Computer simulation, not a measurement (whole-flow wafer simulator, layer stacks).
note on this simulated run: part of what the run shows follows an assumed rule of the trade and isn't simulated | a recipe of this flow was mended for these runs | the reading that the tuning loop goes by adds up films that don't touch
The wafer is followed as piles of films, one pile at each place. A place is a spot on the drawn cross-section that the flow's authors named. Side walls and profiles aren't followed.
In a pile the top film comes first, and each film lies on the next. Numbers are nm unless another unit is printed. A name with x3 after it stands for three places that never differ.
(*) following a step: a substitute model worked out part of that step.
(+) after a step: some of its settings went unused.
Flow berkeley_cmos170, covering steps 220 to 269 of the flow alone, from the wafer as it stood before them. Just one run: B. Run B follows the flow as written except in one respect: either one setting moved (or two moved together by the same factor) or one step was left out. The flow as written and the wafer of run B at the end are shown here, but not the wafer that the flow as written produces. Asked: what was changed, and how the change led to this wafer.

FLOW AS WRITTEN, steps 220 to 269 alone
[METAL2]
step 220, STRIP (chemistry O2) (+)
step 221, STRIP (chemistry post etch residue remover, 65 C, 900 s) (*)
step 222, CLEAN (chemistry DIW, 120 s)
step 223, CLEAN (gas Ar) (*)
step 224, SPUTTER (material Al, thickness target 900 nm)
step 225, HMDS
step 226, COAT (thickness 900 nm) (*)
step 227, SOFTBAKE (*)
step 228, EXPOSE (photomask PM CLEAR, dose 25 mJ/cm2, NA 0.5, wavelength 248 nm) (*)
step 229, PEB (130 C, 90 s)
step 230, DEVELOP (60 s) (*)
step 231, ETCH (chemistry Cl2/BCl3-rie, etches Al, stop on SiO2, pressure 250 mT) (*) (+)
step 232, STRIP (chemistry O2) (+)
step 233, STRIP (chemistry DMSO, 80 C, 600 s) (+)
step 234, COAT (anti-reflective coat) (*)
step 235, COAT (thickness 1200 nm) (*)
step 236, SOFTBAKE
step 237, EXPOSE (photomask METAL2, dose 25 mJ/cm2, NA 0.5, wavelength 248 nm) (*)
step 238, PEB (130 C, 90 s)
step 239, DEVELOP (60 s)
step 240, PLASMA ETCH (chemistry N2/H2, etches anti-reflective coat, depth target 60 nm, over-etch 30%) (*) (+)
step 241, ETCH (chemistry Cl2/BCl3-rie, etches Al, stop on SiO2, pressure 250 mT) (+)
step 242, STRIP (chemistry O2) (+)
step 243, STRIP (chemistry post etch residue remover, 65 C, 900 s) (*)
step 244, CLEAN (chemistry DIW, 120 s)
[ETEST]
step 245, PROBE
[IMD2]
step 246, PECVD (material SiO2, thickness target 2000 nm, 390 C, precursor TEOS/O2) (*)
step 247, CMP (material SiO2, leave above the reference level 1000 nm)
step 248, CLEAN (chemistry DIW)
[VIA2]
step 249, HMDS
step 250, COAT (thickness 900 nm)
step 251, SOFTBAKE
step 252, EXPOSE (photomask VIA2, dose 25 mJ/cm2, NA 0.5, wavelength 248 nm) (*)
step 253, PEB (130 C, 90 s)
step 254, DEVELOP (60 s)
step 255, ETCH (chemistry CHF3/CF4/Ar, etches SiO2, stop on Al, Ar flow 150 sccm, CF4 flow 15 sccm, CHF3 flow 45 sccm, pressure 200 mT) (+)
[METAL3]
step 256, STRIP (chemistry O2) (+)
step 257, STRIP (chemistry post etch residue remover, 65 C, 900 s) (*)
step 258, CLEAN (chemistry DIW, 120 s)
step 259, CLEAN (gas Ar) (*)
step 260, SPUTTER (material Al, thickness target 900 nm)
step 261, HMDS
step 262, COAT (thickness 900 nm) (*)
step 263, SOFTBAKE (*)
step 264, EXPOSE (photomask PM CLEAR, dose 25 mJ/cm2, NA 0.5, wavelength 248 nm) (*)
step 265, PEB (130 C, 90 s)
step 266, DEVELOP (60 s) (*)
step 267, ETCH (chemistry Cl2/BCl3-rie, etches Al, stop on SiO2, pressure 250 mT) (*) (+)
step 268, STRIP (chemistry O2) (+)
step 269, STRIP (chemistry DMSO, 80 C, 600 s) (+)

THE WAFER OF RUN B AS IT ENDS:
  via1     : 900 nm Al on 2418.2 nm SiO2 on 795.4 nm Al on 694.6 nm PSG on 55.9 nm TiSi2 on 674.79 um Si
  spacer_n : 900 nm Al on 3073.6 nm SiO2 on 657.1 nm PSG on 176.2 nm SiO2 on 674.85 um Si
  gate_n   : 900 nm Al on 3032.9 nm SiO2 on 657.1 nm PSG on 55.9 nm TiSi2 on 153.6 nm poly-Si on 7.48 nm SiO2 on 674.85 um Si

What caused this: step 224, SPUTTER: thickness target 630 nm was run, though the flow has thickness target 900 nm.

How this came from the change, step by step:
  step 224, SPUTTER (material Al, thickness target 900 nm)
      field, mark, sd_n and 9 more: +630 Al (new film) (it would be, as written: +900 Al (new film))
      via1: +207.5 Al (it would be, as written: +259.4 Al)
  step 226, COAT (thickness 900 nm) (*)
      via1: +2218 KrF-resist (new film) (it would be, as written: +2428.6 KrF-resist (new film))
  step 229, PEB (130 C, 90 s)
      via1: -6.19 KrF-resist (it would be, as written: -7.55 KrF-resist)
  step 231, ETCH (chemistry Cl2/BCl3-rie, etches Al, stop on SiO2, pressure 250 mT) (*) (+)
      field, sd_n, spacer_n and 9 more: -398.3 KrF-resist (it would be, as written: -533.3 KrF-resist)
      mark: -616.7 Al (all of it), -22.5 SiO2 (it would be, as written: -886.7 Al (all of it), -22.5 SiO2)
  step 232, STRIP (chemistry O2) (+)
      field, spacer_n, gate_n: -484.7 KrF-resist (all of it) (it would be, as written: -349.7 KrF-resist (all of it))
      sd_n: -482.2 KrF-resist (all of it) (it would be, as written: -347 KrF-resist (all of it))
      (as well as at 8 more places)
  step 234, COAT (anti-reflective coat) (*)
      via1: +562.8 anti-reflective coat (new film) (it would be, as written: +671.1 anti-reflective coat (new film))
  step 235, COAT (thickness 1200 nm) (*)
      via1: +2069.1 KrF-resist (new film) (it would be, as written: +2189 KrF-resist (new film))
  step 238, PEB (130 C, 90 s)
      via1: -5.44 KrF-resist (it would be, as written: -6.08 KrF-resist)
  step 241, ETCH (chemistry Cl2/BCl3-rie, etches Al, stop on SiO2, pressure 250 mT) (+)
      field, sd_n, spacer_n, gate_n, sd_p, spacer_p, gate_p: -630 Al (all of it), -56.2 SiO2 (it would be, as written: -900 Al (all of it), -56.2 SiO2)
      contact, m1, via1, m2, via2: -540 KrF-resist (it would be, as written: -675 KrF-resist)
      (as well as at 1 more place)
  step 242, STRIP (chemistry O2) (+)
      contact: -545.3 KrF-resist (all of it), -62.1 anti-reflective coat (all of it) (it would be, as written: -412 KrF-resist (all of it), -62.1 anti-reflective coat (all of it))
      m1: -560.5 KrF-resist (all of it), -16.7 anti-reflective coat (all of it) (it would be, as written: -433.1 KrF-resist (all of it), -16.6 anti-reflective coat (all of it))
      (as well as at 3 more places)
  step 246, PECVD (material SiO2, thickness target 2000 nm, 390 C, precursor TEOS/O2) (*)
      via1: +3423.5 SiO2 (new film) (it would be, as written: +3103.6 SiO2 (new film), +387 void (new film), +151 SiO2 (new film))
  step 247, CMP (material SiO2, leave above the reference level 1000 nm)
      mark: -214.8 SiO2 (it would be, as written: nothing)
      field, sd_n, spacer_n, gate_n, sd_p, spacer_p, gate_p: -316.6 SiO2 (it would be, as written: -46.6 SiO2)
